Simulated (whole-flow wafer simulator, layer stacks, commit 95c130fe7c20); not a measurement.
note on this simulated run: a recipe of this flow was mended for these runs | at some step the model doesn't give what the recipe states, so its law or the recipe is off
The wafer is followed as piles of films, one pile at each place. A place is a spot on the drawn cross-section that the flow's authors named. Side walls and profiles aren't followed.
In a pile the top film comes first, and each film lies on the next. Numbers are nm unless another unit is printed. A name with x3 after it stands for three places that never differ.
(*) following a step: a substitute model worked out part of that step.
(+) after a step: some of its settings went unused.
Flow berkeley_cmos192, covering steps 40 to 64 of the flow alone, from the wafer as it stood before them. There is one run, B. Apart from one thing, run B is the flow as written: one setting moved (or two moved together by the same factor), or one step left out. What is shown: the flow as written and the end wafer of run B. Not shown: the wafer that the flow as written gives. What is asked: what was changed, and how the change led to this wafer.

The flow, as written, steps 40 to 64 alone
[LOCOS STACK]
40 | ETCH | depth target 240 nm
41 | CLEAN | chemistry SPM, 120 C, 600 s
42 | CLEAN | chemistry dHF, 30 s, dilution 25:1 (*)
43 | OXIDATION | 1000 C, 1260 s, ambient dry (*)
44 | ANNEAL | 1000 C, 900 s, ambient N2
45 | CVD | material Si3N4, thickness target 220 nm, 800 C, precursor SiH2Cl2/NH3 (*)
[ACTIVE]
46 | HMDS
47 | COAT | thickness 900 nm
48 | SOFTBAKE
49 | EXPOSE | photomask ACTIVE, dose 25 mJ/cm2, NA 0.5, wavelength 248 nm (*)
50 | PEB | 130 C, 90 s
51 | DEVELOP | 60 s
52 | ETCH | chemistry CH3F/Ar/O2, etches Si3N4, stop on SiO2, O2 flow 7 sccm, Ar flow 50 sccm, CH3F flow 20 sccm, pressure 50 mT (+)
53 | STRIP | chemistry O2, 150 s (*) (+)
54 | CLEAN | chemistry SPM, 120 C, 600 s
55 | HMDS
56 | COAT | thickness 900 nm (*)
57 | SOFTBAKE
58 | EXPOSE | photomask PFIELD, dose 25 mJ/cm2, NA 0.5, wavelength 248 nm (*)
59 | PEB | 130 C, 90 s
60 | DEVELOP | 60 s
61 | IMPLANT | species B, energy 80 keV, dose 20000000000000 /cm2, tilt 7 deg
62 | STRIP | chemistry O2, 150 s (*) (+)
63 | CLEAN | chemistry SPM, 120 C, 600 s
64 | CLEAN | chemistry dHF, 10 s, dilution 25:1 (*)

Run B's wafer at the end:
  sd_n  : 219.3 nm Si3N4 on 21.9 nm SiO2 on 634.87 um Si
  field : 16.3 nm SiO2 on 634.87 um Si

The reason: step 43, OXIDATION: 981 C was run, while the flow as written has 1000 C.

How this came from the change, step by step:
  43 | OXIDATION | 1000 C, 1260 s, ambient dry (*)
      field, sd_n, spacer_n and 6 more: +21.9 SiO2 (new film), -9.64 Si (it would be, as written: +26.6 SiO2 (new film), -11.7 Si)
